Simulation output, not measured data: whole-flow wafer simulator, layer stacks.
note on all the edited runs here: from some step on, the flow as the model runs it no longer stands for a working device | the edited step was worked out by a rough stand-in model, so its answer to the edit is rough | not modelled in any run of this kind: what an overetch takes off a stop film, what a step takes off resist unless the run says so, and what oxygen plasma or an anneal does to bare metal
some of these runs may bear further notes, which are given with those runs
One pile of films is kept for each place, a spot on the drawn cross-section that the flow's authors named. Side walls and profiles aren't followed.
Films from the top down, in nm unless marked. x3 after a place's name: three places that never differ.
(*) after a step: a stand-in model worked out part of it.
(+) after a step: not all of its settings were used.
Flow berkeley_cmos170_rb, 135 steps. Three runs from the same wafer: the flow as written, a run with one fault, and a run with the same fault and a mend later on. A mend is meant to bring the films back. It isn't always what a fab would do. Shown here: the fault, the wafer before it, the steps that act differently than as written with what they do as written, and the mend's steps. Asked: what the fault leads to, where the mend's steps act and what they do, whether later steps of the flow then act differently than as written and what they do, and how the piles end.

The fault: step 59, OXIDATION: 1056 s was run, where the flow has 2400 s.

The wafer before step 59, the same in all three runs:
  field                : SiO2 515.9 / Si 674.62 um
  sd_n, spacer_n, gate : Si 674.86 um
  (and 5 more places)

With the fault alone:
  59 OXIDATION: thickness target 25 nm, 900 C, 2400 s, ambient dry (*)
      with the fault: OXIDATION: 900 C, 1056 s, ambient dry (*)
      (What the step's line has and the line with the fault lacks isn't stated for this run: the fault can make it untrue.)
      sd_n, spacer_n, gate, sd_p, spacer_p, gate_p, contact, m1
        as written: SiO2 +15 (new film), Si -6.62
        with the fault: SiO2 +9 (new film), Si -3.96
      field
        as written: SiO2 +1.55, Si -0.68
        with the fault: SiO2 +0.68, Si -0.3
  Later steps of the flow that act differently than as written (31 more steps differ only slightly, by at most 2% or 0.5 nm, whichever is larger, and aren't shown):
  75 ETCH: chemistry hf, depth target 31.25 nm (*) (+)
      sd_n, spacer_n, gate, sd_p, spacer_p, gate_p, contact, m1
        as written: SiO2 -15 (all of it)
        with the fault: SiO2 -9 (all of it)
  At the end the piles differ from the flow's only slightly at the places that both follow, by at most 2% or 0.5 nm, whichever is larger.

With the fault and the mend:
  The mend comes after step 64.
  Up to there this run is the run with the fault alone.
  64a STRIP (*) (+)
      sd_p
        KrF resist -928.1 (all of it)
      spacer_p
        KrF resist -911.2 (all of it)
      gate_p
        KrF resist -910.4 (all of it)
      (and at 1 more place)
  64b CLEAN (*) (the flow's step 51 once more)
      changes no film at any place that is followed
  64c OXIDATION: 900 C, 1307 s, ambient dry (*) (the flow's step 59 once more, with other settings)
      sd_n, spacer_n, gate, sd_p, spacer_p, gate_p, contact, m1
        SiO2 +6.1, Si -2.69
      field
        SiO2 +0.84, Si -0.37
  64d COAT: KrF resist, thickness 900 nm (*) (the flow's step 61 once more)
      field
        KrF resist +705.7 (new film)
      sd_n
        KrF resist +957.4 (new film)
      spacer_n
        KrF resist +924.9 (new film)
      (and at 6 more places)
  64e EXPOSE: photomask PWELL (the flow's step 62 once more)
      changes no film at any place that is followed
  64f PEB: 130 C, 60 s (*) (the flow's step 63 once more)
      changes no film at any place that is followed
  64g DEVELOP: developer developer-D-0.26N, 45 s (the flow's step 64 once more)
      sd_p, spacer_p, gate_p, m1
        KrF resist -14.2
      field
        KrF resist -705.7 (all of it)
      sd_n
        KrF resist -957.4 (all of it)
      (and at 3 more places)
  No later step of the flow acts differently than as written, at any place that is followed, by more than 2% or 0.5 nm, whichever is larger.
  At the end the piles differ from the flow's only slightly at the places that both follow, by at most 2% or 0.5 nm, whichever is larger.
